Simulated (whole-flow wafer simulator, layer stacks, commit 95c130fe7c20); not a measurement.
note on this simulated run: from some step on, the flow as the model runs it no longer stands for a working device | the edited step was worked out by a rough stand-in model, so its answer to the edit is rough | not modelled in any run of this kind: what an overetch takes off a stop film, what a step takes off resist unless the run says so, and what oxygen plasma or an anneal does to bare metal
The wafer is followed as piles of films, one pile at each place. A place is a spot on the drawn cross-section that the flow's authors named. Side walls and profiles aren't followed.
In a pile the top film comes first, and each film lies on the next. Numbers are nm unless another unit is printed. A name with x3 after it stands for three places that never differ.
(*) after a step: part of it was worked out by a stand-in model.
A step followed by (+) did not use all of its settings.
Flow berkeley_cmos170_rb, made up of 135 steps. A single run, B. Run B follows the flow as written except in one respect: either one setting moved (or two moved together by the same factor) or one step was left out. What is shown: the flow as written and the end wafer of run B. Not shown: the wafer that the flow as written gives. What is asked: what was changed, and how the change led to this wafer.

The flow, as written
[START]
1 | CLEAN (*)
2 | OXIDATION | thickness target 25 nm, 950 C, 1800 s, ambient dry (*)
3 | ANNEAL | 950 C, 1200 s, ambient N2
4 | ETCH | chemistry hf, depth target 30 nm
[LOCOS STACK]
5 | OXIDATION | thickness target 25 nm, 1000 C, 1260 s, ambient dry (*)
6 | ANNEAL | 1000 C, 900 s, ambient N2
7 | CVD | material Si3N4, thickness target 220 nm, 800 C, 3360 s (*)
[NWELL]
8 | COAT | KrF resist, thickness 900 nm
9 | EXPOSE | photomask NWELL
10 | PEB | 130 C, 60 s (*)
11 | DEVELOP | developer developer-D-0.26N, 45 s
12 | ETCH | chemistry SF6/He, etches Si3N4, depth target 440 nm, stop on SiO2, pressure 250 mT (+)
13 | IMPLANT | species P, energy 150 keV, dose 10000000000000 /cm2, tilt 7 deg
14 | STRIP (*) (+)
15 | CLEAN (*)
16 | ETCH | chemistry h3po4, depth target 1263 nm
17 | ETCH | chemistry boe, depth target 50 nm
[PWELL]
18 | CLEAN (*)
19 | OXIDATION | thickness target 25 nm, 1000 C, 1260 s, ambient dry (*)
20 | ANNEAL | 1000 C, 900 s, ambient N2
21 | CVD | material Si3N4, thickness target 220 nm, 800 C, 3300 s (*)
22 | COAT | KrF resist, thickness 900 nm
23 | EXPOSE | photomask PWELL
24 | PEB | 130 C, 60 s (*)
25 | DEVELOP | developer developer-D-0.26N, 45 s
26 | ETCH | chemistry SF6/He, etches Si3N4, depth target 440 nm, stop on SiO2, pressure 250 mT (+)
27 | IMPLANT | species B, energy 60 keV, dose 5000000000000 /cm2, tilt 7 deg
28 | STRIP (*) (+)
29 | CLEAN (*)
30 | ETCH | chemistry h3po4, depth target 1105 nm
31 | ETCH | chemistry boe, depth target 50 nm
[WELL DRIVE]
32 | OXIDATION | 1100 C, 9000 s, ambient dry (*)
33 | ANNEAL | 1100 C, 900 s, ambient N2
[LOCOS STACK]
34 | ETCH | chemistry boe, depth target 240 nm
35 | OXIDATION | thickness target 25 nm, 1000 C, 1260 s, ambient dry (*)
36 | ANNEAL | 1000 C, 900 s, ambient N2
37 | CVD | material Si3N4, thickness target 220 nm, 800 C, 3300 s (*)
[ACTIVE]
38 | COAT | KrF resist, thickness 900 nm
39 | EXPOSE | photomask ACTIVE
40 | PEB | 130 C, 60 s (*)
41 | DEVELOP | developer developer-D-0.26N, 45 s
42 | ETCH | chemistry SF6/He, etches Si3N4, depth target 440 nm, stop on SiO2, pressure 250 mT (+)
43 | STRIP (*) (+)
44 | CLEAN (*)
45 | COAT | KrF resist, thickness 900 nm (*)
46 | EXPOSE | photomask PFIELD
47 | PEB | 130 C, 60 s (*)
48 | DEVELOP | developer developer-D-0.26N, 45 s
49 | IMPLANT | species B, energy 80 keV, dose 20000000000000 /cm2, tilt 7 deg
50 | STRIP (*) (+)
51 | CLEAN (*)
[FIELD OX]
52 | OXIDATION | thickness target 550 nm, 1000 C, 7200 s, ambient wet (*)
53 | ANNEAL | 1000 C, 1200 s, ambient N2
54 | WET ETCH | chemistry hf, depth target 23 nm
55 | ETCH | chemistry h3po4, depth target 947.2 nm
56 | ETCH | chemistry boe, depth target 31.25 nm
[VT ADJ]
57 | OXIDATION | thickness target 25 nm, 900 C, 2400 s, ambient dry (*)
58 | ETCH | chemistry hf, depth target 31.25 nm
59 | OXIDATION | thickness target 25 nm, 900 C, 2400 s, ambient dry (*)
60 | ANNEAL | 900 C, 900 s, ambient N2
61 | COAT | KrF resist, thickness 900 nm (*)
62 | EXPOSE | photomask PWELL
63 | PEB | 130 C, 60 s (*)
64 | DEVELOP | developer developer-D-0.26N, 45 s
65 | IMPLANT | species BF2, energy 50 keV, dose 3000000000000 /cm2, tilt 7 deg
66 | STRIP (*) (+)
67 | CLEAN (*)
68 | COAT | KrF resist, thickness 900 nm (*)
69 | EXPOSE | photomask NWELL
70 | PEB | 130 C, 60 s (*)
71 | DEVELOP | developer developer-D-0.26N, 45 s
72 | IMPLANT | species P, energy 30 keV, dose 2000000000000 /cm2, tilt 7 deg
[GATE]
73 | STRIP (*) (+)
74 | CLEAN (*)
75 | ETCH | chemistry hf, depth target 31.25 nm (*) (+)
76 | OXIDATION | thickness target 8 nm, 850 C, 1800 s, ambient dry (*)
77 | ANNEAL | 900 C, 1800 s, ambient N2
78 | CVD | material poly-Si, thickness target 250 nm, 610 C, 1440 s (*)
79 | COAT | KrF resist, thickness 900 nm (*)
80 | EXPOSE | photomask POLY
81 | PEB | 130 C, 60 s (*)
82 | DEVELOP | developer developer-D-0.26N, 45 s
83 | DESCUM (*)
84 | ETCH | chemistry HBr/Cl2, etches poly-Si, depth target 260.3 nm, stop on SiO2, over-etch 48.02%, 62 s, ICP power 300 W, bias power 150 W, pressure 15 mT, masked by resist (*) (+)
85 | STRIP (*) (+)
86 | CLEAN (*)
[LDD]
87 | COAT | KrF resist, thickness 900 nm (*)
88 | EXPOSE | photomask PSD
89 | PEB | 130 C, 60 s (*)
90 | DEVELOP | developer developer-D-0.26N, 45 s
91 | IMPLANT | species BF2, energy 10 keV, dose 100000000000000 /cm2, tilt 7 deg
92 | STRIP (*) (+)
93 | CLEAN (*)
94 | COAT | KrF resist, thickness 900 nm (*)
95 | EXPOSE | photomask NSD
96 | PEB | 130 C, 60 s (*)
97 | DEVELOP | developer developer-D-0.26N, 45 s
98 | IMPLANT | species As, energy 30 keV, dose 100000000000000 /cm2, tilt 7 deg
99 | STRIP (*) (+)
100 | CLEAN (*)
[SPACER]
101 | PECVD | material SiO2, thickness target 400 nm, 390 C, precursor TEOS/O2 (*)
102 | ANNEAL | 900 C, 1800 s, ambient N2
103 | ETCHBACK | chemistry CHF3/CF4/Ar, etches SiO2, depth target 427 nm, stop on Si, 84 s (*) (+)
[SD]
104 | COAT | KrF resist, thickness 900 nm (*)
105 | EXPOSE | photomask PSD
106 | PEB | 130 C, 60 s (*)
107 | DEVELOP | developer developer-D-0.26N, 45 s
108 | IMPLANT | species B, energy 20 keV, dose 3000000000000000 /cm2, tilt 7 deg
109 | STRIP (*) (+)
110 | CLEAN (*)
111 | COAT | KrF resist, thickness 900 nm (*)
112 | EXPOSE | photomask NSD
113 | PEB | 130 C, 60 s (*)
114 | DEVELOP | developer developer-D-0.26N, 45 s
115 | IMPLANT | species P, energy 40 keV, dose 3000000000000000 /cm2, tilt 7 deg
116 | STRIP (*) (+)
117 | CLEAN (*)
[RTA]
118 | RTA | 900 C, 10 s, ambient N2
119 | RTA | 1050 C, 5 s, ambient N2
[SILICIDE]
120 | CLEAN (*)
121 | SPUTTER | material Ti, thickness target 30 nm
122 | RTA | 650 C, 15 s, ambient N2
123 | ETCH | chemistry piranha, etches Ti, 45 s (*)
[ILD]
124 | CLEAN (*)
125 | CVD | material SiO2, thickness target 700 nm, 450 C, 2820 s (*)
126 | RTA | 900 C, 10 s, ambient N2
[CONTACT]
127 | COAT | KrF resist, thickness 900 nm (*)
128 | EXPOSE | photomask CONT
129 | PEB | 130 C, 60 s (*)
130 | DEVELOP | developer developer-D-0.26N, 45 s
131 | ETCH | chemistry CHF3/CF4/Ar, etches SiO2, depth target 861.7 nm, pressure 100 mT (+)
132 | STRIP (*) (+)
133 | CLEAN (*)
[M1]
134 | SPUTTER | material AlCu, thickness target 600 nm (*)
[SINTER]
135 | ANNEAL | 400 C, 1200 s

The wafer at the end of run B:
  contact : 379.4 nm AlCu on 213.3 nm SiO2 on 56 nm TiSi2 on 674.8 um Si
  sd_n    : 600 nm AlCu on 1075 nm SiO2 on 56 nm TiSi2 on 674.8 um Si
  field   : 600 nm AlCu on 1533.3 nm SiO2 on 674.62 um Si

The reason: step 125, CVD: thickness target 1075 nm was run, though the flow has thickness target 700 nm; step 125, CVD: 4332 s was run, where the flow has 2820 s.
The wafer lets one read it off: sd_n has SiO2 1075, and step 125 as written asks for 700 nm.

Step by step, how the change led to this:
  125 | CVD | material SiO2, thickness target 700 nm, 450 C, 2820 s (*)
      sd_n, gate, gate_p, contact, m1: +1075 SiO2 (new film) (it would be, as written: +700 SiO2 (new film))
      field, spacer_n, spacer_p: +1075 SiO2 (it would be, as written: +700 SiO2)
      (also at 1 further place)
  131 | ETCH | chemistry CHF3/CF4/Ar, etches SiO2, depth target 861.7 nm, pressure 100 mT (+)
      contact: -861.7 SiO2 (it would be, as written: -700 SiO2 (all of it), -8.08 TiSi2)
  134 | SPUTTER | material AlCu, thickness target 600 nm (*)
      contact: +379.4 AlCu (new film) (it would be, as written: +415.1 AlCu (new film))
